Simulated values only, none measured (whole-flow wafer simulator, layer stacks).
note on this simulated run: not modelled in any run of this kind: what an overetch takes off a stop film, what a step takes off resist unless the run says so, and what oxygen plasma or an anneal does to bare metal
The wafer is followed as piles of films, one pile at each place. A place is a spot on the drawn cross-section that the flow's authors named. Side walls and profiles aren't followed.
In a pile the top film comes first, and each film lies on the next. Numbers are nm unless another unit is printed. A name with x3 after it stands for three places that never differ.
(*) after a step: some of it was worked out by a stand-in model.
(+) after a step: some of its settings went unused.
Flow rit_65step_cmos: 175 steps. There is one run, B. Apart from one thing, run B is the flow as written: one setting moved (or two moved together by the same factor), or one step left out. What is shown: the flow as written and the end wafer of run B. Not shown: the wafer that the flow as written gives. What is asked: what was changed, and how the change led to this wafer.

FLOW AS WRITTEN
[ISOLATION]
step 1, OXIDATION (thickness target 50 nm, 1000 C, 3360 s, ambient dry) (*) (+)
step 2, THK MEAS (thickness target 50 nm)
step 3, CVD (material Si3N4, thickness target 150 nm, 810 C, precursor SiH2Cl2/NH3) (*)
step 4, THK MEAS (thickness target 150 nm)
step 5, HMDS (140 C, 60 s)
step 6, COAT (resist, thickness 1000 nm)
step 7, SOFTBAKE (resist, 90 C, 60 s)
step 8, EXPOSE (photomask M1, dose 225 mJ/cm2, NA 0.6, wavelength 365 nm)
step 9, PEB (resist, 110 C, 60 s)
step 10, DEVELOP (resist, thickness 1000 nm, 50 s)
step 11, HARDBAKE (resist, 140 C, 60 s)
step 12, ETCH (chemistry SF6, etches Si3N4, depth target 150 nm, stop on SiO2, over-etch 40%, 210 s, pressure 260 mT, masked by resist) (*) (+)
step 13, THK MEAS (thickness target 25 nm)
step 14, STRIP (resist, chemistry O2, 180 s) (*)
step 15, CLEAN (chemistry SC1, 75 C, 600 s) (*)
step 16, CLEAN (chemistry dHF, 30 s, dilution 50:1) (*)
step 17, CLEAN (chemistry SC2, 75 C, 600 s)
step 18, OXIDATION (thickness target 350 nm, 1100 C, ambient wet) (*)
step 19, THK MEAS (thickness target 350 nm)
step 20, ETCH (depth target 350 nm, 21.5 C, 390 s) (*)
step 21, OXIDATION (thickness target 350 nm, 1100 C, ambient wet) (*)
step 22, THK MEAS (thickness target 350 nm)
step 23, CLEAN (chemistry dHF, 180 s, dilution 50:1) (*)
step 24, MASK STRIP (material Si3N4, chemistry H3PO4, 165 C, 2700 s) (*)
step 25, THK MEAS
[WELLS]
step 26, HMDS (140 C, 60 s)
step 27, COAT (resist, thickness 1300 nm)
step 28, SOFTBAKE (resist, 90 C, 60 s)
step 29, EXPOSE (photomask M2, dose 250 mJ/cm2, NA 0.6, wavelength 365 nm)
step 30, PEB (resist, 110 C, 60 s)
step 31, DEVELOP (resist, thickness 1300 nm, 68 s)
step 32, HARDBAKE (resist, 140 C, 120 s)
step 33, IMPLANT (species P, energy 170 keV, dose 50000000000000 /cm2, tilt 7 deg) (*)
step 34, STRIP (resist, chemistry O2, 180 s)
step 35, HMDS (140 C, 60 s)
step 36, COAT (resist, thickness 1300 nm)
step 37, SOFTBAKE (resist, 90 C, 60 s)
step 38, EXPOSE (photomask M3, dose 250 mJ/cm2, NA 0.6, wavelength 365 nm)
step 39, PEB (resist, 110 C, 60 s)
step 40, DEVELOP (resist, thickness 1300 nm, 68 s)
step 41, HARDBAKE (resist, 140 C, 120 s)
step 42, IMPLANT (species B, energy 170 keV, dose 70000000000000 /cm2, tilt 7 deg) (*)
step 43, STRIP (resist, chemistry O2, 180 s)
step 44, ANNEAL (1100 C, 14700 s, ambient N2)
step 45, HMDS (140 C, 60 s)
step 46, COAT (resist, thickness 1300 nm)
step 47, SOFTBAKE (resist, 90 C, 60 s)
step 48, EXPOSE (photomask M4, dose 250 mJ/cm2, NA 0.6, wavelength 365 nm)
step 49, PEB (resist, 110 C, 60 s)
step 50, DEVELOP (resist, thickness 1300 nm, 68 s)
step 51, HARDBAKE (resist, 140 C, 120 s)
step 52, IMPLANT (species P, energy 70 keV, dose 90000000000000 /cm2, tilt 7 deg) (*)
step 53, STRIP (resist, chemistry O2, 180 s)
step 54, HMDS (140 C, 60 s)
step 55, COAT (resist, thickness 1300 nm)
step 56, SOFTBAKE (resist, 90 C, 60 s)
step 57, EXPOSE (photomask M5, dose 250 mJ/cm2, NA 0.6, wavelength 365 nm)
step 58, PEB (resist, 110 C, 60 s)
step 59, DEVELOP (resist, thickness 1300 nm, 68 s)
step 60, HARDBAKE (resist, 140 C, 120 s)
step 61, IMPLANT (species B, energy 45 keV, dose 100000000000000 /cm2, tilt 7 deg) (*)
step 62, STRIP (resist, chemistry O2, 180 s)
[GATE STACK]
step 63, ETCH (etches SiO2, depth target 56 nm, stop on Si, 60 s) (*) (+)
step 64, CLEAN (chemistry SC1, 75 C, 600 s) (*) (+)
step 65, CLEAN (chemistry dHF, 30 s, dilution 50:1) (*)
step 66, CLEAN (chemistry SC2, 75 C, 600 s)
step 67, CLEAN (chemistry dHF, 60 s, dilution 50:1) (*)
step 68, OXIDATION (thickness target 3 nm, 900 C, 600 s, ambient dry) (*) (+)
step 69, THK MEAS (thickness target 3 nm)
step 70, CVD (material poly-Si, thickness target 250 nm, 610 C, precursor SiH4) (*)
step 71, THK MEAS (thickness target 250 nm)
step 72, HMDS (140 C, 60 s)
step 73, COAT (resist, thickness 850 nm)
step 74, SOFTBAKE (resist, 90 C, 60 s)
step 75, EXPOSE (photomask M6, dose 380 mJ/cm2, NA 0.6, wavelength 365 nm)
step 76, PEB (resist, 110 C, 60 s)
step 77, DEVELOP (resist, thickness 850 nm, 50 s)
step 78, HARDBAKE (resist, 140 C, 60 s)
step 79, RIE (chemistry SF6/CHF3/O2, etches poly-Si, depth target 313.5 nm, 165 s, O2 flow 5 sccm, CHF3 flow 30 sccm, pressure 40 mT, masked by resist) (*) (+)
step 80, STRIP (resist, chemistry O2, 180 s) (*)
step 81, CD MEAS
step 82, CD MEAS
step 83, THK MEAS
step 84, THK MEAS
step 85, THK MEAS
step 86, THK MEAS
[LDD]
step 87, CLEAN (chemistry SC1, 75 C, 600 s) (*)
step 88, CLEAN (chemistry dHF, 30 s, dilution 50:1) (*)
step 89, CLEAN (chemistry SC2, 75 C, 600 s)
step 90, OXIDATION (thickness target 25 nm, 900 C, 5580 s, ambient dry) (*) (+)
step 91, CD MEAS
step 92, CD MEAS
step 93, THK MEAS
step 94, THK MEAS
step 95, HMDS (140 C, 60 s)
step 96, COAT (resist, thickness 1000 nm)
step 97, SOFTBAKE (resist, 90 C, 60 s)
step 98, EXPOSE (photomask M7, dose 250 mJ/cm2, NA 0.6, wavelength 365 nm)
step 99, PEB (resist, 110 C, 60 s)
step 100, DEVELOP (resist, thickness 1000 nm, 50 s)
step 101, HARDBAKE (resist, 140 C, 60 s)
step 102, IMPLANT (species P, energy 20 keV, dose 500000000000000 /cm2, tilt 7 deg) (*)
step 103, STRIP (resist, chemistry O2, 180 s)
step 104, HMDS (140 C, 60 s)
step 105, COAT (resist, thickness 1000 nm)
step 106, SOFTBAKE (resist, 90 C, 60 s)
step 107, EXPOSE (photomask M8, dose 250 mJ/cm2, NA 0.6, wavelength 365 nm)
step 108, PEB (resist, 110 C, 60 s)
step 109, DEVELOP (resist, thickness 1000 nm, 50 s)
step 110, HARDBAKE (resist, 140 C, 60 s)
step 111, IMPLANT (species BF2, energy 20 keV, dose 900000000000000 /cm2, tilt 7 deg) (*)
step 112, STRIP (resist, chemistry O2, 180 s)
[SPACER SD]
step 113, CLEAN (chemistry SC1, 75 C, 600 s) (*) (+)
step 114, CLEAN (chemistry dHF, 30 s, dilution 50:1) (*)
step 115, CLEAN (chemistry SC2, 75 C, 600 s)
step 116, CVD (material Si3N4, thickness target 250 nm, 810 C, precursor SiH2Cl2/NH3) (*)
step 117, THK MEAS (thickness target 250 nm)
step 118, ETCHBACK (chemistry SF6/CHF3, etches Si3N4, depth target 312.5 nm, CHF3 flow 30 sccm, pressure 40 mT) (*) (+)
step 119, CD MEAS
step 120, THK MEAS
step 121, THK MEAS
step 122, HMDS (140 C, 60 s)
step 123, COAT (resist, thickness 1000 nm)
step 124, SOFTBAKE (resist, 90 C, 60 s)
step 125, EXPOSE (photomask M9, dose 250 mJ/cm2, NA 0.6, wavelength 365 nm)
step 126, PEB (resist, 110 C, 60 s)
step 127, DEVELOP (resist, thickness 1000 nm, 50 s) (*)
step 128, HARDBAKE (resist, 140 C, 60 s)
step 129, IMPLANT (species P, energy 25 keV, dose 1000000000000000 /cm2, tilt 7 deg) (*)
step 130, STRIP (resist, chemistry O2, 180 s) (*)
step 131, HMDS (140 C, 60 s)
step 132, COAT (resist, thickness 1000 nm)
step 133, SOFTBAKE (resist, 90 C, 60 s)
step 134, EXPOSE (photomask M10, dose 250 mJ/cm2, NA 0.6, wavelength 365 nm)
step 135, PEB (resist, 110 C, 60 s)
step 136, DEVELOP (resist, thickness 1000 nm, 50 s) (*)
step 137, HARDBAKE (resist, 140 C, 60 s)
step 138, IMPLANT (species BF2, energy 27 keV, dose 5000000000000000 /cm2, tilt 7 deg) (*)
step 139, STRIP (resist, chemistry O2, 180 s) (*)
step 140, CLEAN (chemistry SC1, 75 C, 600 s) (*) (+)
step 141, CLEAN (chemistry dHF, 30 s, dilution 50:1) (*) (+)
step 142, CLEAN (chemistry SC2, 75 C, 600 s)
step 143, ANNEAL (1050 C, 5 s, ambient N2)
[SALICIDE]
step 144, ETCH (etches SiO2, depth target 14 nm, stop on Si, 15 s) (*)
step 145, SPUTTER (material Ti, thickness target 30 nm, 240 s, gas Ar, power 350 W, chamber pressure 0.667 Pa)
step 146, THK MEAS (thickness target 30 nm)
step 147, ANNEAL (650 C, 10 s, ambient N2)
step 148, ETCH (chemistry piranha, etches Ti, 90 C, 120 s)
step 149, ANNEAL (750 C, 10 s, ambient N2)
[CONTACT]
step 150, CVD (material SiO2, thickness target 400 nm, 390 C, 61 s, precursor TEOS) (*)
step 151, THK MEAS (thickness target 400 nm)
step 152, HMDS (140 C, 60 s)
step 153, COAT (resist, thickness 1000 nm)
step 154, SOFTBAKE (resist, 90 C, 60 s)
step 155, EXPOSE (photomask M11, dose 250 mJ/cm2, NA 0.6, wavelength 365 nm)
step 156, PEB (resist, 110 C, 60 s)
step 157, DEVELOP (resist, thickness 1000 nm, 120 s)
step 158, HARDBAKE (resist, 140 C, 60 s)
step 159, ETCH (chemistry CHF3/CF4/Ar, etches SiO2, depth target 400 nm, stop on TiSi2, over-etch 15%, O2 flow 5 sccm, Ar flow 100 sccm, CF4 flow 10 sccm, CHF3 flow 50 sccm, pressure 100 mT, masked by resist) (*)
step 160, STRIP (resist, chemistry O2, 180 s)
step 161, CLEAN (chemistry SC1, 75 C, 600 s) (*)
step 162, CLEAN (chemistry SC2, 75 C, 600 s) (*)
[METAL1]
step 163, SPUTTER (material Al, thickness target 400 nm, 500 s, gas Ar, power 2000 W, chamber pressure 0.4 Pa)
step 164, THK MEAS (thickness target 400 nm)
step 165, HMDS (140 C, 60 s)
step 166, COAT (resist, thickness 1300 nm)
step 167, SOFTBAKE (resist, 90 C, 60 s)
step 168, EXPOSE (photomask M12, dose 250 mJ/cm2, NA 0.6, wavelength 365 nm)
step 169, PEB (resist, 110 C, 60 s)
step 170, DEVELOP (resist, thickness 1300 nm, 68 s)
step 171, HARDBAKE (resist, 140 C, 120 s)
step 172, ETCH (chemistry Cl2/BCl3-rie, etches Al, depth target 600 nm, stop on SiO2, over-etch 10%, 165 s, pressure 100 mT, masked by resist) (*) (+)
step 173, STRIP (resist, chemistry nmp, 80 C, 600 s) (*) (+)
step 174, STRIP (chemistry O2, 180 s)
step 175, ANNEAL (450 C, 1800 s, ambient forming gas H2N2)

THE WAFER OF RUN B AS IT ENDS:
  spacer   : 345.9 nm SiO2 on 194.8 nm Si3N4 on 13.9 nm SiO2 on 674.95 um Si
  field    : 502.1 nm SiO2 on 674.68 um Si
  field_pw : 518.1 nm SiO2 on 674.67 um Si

The reason: step 163, SPUTTER: thickness target 260 nm was run, whereas the flow has thickness target 400 nm.

How this came from the change, step by step:
  step 163, SPUTTER (material Al, thickness target 400 nm, 500 s, gas Ar, power 2000 W, chamber pressure 0.4 Pa)
      field, field_p, spacer, spacer_p: +260 Al (new film) (as written it would have been: +400 Al (new film))
      gate_n, gate_p: +260 Al (new film) (as written it would have been: +396 Al (new film))
      (as well as at 2 more places)
  step 172, ETCH (chemistry Cl2/BCl3-rie, etches Al, depth target 600 nm, stop on SiO2, over-etch 10%, 165 s, pressure 100 mT, masked by resist) (*) (+)
      field, field_p, spacer, spacer_p: -260 Al (all of it), -50 SiO2 (as written it would have been: -400 Al (all of it), -32.5 SiO2)
      gate_n, gate_p: -260 Al (all of it), -50 SiO2 (as written it would have been: -396 Al (all of it), -33 SiO2)
      (as well as at 2 more places)
